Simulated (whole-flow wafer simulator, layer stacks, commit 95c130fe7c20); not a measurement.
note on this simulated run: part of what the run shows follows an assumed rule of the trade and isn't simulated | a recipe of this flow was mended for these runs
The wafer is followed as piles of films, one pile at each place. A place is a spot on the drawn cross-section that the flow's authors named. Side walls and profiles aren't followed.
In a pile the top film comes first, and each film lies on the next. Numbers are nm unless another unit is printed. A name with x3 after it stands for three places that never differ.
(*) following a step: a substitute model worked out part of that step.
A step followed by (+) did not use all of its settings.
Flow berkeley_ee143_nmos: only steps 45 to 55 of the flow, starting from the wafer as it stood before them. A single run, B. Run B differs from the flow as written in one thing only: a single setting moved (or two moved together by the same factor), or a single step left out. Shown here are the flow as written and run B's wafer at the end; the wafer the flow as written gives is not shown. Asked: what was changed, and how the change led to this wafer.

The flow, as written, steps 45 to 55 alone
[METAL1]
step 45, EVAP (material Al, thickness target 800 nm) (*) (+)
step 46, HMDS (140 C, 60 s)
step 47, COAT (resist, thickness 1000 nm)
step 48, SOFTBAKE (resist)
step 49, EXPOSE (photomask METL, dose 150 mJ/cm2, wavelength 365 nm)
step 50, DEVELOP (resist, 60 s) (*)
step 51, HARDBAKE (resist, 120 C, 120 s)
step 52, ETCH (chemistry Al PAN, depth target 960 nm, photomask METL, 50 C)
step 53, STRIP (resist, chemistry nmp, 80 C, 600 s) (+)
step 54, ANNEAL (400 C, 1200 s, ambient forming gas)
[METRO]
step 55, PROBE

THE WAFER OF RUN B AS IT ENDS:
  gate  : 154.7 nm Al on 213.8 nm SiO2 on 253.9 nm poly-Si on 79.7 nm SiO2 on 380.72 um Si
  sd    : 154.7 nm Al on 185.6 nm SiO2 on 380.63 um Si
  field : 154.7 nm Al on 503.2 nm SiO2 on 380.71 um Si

What caused this: step 52, ETCH: depth target 632 nm was run, whereas the flow has depth target 960 nm.

Step by step, how the change led to this:
  step 52, ETCH (chemistry Al PAN, depth target 960 nm, photomask METL, 50 C)
      gate, sd, field: Al loses 632 (as written it would have been: Al loses 786.7 (all of it))
Taking metal films that touch as one body, gate has 1 body; the flow as written gives 0 bodies.
Taking metal films that touch as one body, sd has 1 body; the flow as written gives 0 bodies.
Taking metal films that touch as one body, field has 1 body; the flow as written gives 0 bodies.
